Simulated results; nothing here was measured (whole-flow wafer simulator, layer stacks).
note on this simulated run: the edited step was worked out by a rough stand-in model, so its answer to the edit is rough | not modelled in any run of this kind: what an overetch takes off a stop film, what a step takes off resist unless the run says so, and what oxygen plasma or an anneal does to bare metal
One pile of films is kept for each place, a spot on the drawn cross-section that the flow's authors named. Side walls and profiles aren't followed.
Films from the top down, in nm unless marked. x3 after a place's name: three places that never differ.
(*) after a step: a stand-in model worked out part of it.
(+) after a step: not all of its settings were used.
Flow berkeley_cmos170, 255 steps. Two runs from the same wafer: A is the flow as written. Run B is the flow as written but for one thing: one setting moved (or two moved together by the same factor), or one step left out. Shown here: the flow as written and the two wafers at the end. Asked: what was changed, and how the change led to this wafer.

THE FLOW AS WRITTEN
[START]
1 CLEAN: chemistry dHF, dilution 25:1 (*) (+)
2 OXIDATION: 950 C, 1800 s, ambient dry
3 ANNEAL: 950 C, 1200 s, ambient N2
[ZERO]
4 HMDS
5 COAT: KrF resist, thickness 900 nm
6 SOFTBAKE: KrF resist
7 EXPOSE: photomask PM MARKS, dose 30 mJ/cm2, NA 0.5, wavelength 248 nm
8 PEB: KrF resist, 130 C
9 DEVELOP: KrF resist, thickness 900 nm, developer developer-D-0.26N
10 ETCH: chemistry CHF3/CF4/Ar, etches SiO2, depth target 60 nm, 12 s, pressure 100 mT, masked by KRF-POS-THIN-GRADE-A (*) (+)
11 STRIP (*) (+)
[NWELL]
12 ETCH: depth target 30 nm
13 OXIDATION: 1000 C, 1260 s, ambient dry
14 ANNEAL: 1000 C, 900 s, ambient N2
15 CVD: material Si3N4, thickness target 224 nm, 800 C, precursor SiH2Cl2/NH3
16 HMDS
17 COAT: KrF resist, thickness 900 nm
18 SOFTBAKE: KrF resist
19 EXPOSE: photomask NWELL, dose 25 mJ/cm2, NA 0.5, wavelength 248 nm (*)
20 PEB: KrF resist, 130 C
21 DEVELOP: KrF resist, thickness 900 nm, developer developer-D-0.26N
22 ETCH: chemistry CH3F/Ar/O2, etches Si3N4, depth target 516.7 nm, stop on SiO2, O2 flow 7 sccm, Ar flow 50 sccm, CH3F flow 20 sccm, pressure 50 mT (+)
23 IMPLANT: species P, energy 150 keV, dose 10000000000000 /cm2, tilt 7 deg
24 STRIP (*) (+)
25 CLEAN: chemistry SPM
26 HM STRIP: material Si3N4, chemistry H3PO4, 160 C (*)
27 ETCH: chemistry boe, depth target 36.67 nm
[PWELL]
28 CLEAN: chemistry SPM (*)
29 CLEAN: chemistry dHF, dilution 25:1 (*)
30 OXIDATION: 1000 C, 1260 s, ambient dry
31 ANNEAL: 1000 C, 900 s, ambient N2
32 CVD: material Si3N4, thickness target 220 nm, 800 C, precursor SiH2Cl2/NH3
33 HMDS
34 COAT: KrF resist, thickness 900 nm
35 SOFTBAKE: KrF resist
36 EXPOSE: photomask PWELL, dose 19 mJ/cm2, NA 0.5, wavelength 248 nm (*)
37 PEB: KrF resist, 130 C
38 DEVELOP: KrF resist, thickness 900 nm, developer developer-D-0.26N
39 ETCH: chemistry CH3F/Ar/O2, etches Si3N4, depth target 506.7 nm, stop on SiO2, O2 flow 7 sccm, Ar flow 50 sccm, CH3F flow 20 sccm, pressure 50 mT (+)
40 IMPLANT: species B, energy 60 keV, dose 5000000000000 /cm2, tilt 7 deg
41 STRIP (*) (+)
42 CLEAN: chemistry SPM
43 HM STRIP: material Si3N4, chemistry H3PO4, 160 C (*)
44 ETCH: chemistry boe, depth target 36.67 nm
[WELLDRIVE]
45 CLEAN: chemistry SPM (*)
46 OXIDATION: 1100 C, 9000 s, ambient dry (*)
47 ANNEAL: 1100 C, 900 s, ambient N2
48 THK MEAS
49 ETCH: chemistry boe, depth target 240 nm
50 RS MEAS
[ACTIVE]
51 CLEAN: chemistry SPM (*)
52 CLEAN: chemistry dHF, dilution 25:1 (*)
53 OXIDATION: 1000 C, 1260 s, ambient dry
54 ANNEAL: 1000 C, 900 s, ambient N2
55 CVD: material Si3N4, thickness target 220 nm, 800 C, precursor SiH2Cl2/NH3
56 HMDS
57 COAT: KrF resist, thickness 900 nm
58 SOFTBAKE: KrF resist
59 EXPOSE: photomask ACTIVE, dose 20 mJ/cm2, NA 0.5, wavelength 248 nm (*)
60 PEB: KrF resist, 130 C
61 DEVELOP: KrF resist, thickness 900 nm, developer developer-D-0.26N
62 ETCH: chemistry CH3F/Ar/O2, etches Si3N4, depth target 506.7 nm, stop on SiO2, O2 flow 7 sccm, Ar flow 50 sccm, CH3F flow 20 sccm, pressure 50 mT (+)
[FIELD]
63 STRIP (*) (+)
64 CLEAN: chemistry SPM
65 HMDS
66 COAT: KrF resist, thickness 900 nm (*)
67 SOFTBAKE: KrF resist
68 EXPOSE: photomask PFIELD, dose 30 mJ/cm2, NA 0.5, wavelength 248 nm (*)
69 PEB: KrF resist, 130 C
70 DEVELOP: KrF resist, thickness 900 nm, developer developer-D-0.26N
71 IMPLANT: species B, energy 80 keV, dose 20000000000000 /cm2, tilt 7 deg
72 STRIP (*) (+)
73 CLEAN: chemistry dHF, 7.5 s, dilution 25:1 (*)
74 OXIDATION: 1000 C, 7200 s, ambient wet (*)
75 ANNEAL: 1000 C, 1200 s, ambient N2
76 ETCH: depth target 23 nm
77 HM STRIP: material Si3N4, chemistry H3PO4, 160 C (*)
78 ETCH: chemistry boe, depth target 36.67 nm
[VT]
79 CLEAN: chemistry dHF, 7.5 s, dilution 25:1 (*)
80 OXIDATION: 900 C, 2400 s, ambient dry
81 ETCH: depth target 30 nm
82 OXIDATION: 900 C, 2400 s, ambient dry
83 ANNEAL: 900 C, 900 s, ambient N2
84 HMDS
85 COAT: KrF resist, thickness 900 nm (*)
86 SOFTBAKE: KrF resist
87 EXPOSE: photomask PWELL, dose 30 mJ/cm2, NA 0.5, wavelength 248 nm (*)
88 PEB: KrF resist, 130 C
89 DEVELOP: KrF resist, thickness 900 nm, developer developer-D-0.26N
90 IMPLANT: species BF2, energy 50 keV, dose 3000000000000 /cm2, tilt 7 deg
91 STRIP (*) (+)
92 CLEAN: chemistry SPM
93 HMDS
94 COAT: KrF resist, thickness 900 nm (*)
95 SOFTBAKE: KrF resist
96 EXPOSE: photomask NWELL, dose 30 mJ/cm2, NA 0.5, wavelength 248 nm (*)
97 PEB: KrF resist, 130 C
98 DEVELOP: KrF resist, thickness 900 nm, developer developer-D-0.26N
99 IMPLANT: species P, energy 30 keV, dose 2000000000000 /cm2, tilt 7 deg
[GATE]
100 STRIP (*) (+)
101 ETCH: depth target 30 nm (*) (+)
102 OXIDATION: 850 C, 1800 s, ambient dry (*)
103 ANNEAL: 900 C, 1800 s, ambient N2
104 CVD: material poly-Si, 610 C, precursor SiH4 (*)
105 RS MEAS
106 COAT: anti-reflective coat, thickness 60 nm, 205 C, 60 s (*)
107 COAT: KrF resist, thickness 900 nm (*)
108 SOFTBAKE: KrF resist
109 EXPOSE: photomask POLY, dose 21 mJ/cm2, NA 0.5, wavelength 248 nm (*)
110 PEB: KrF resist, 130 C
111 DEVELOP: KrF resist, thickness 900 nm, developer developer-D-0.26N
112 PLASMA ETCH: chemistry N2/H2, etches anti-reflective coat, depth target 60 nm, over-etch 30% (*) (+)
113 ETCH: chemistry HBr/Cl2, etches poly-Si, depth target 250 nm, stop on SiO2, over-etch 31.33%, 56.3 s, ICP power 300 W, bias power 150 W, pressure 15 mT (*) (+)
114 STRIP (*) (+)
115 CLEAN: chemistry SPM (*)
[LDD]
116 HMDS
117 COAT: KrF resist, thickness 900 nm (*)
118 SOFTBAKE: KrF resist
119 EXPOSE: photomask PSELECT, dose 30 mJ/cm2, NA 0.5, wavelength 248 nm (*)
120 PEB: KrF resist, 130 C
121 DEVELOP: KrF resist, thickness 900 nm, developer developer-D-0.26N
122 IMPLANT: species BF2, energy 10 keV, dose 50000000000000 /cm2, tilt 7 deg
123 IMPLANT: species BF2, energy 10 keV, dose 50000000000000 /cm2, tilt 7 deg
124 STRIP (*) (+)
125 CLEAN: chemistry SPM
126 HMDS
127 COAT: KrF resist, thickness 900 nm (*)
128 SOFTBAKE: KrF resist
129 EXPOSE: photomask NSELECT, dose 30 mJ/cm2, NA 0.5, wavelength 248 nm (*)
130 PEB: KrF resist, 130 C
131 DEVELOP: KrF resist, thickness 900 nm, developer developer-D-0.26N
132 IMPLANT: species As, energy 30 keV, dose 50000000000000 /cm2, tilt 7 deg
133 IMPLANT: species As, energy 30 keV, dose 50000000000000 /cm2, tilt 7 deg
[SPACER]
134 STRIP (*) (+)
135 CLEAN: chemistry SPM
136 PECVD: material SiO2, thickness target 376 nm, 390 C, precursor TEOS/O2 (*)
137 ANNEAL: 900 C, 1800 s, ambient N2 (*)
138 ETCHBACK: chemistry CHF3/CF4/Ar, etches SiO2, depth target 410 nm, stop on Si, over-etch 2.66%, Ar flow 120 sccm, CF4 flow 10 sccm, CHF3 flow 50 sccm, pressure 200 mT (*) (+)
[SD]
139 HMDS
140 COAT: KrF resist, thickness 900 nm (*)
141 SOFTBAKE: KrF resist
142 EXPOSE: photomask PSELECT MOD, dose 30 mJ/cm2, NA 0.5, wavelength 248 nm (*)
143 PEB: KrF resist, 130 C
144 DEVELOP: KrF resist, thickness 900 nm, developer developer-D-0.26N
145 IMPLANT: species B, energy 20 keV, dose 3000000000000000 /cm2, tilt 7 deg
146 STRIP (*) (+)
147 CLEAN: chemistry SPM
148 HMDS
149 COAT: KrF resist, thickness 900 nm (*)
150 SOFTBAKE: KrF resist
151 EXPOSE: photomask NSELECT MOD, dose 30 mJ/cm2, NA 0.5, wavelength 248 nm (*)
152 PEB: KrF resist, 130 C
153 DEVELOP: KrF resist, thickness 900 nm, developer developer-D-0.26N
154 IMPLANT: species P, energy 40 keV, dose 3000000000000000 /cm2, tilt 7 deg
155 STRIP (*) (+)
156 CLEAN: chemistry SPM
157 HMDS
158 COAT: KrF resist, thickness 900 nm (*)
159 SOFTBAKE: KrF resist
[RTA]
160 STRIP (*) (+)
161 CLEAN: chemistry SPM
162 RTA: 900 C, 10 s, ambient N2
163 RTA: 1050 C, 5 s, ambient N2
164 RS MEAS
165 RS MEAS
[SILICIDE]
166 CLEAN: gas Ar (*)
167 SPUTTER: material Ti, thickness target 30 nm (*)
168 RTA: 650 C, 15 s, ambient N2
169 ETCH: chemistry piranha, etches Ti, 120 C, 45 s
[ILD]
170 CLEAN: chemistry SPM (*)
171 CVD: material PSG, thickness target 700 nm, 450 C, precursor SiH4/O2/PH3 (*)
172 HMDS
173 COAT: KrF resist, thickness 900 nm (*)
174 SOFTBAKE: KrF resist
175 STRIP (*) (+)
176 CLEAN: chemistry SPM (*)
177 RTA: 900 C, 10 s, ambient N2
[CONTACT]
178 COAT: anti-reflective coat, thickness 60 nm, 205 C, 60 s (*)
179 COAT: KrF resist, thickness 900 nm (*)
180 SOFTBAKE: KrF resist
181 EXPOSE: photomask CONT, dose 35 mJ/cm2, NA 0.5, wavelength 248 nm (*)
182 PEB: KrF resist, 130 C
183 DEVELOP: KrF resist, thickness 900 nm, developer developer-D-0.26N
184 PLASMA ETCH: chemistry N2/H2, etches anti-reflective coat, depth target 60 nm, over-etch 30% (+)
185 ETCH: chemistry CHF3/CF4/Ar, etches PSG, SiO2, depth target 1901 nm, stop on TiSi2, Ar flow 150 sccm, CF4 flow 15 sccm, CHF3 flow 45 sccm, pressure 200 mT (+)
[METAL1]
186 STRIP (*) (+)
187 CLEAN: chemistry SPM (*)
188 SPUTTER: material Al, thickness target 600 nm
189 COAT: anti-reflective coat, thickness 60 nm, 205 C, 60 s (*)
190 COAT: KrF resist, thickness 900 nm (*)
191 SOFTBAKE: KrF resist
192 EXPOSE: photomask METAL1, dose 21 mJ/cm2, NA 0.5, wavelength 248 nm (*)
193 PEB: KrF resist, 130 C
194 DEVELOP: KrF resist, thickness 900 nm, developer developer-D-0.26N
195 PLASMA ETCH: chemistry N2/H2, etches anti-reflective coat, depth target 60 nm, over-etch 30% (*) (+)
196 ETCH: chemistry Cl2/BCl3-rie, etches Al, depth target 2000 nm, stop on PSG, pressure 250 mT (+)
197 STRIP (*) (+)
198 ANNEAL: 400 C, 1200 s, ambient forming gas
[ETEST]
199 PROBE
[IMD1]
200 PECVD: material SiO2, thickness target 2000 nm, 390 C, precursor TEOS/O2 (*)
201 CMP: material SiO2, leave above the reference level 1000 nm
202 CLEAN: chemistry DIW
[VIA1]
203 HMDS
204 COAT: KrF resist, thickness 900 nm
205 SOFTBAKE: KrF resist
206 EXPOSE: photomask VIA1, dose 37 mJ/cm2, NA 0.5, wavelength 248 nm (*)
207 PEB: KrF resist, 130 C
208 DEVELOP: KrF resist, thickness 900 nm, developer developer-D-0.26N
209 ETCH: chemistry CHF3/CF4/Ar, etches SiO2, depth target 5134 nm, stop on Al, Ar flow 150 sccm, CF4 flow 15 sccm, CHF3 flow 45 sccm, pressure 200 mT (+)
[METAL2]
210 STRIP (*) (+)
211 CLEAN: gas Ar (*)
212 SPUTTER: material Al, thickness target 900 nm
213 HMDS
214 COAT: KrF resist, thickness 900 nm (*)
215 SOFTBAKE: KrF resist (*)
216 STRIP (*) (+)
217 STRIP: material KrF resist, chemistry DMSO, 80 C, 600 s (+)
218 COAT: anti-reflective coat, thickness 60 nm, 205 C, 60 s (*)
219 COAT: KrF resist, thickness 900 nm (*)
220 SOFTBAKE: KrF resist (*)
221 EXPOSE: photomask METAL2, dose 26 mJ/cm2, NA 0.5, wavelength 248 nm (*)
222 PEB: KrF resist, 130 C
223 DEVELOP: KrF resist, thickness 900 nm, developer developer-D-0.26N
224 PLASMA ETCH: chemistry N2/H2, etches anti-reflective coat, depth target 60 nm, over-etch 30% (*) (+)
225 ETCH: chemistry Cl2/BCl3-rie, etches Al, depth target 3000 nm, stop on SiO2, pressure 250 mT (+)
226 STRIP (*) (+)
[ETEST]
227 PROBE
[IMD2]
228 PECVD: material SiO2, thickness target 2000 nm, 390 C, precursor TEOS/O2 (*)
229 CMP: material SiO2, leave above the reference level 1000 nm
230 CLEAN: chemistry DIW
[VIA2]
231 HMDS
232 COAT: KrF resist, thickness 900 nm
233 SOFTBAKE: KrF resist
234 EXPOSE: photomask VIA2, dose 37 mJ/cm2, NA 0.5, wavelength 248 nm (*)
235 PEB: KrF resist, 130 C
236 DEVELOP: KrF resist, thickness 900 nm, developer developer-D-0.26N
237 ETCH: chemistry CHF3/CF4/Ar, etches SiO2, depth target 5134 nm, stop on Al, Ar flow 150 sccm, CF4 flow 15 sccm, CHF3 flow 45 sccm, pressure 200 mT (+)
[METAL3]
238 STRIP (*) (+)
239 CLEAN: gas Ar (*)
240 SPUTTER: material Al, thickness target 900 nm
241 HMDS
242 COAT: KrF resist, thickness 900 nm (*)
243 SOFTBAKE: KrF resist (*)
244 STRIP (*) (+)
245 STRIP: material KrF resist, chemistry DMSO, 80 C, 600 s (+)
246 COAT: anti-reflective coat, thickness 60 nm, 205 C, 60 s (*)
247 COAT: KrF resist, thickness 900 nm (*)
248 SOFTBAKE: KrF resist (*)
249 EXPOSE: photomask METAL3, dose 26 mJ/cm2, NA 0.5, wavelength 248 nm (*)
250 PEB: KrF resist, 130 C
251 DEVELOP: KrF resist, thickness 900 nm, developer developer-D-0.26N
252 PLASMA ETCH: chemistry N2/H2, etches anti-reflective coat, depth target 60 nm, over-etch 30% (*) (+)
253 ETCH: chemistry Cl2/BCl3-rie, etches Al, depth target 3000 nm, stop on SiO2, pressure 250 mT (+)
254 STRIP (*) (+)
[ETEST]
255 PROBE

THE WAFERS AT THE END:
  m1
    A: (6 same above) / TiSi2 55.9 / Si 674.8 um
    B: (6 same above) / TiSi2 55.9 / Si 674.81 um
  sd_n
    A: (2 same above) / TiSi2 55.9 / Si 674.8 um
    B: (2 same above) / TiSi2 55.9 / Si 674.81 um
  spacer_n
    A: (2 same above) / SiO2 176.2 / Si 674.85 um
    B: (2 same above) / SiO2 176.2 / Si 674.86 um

The cause: step 46, OXIDATION: 7200 s was run, where the flow has 9000 s.

How the change led to this, step by step:
  46 OXIDATION: 1100 C, 9000 s, ambient dry (*)
      field, sd_n, spacer_n and 9 more: A SiO2 +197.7 (new film), chemical SiO2 -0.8 (all of it), Si -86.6 | B SiO2 +172.5 (new film), chemical SiO2 -0.8 (all of it), Si -75.5
  49 ETCH: chemistry boe, depth target 240 nm
      field, sd_n, spacer_n and 9 more: A SiO2 -197.7 (all of it) | B SiO2 -172.5 (all of it)
